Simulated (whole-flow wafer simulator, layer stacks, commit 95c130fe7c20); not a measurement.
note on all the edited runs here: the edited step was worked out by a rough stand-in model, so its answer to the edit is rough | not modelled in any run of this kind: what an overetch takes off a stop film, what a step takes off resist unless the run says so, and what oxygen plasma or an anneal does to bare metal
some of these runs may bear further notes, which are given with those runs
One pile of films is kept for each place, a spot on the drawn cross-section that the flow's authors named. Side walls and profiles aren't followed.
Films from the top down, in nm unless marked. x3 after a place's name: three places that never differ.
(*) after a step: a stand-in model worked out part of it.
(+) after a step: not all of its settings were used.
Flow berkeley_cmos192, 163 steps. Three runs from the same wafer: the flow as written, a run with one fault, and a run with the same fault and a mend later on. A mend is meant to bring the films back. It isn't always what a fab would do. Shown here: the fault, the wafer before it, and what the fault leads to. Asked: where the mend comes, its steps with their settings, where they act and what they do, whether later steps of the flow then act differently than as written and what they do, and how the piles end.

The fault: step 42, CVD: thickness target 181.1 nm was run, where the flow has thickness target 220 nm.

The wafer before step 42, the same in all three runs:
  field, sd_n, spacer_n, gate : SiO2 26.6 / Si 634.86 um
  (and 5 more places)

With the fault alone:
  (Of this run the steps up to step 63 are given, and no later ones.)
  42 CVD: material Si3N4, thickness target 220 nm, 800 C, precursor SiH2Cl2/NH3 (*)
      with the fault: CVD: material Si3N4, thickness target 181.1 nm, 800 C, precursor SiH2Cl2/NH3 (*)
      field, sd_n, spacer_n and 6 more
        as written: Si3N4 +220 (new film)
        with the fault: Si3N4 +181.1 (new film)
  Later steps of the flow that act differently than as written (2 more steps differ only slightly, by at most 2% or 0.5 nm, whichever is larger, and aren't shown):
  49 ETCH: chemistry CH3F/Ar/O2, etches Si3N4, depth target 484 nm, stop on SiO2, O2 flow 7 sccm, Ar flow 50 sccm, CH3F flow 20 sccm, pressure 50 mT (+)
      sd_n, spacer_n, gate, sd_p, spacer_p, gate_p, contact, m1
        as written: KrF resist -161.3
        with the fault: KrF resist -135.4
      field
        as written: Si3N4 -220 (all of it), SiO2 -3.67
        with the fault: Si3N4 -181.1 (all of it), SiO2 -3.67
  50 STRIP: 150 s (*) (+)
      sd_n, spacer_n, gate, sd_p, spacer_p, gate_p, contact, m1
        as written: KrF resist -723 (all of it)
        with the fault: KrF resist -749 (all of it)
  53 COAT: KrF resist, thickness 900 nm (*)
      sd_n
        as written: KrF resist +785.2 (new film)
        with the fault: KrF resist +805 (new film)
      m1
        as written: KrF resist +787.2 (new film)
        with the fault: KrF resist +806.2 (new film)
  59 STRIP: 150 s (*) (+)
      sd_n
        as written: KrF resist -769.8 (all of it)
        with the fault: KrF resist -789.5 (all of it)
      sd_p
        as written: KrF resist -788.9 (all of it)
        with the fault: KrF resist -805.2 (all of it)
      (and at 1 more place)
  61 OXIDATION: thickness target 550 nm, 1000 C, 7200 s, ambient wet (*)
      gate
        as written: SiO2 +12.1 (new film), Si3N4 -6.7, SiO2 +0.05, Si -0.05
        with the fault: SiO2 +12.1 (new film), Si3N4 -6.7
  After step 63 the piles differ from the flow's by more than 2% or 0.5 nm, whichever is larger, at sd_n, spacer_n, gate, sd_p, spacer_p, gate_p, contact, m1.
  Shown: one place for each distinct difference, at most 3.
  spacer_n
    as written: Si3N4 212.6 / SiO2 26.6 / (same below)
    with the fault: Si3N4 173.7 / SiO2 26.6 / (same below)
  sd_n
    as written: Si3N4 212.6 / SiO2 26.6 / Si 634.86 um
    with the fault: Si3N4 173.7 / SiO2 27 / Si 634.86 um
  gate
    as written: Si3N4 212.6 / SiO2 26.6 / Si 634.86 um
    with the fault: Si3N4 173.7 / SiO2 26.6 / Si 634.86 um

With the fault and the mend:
  The mend comes after step 42.
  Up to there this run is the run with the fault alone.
  42a ETCH: chemistry h3po4, depth target 208.3 nm
      field, sd_n, spacer_n and 6 more
        Si3N4 -181.1 (all of it)
  42b CLEAN: chemistry SPM (the flow's step 34 once more)
      changes no film at any place that is followed
  42c CVD: material Si3N4, thickness target 220 nm, 800 C, precursor SiH2Cl2/NH3 (*) (the flow's step 42 once more)
      field, sd_n, spacer_n and 6 more
        Si3N4 +220 (new film)
  No later step of the flow acts differently than as written at any place that is followed.
  At the end the piles are the same as the flow's at every place that both follow.
